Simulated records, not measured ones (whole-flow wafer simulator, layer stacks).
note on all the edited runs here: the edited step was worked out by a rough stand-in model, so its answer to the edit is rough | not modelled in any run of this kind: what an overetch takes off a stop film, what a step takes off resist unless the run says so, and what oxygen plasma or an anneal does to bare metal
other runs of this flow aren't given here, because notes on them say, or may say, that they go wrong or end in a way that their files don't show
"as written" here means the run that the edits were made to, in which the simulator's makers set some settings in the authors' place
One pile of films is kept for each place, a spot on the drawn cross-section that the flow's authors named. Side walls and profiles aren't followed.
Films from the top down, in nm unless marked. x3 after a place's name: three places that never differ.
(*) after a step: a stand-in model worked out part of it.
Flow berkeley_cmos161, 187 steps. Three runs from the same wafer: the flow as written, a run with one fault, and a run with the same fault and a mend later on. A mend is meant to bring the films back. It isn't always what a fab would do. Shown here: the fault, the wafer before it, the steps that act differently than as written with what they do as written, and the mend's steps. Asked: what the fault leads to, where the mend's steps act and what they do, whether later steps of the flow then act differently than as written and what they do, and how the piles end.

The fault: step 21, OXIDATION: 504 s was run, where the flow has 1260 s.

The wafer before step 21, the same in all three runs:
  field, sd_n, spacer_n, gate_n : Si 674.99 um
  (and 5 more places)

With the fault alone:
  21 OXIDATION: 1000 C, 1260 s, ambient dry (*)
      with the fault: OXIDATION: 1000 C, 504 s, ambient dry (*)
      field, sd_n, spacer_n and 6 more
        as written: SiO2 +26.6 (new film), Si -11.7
        with the fault: SiO2 +16.3 (new film), Si -7.16
  Later steps of the flow that act differently than as written (1 more step differs only slightly, by at most 2% or 0.5 nm, whichever is larger, and isn't shown):
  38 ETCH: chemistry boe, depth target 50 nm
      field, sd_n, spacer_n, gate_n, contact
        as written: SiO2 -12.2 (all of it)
        with the fault: SiO2 -1.92 (all of it)
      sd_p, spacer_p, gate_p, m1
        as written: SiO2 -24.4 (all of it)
        with the fault: SiO2 -14.1 (all of it)
  At the end the piles differ from the flow's only slightly at the places that both follow, by at most 2% or 0.5 nm, whichever is larger.

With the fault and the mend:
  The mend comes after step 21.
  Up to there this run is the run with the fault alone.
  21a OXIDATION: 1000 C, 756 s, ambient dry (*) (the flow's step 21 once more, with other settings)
      field, sd_n, spacer_n and 6 more
        SiO2 +10.3, Si -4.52
  No later step of the flow acts differently than as written at any place that is followed.
  At the end the piles are the same as the flow's at every place that both follow.
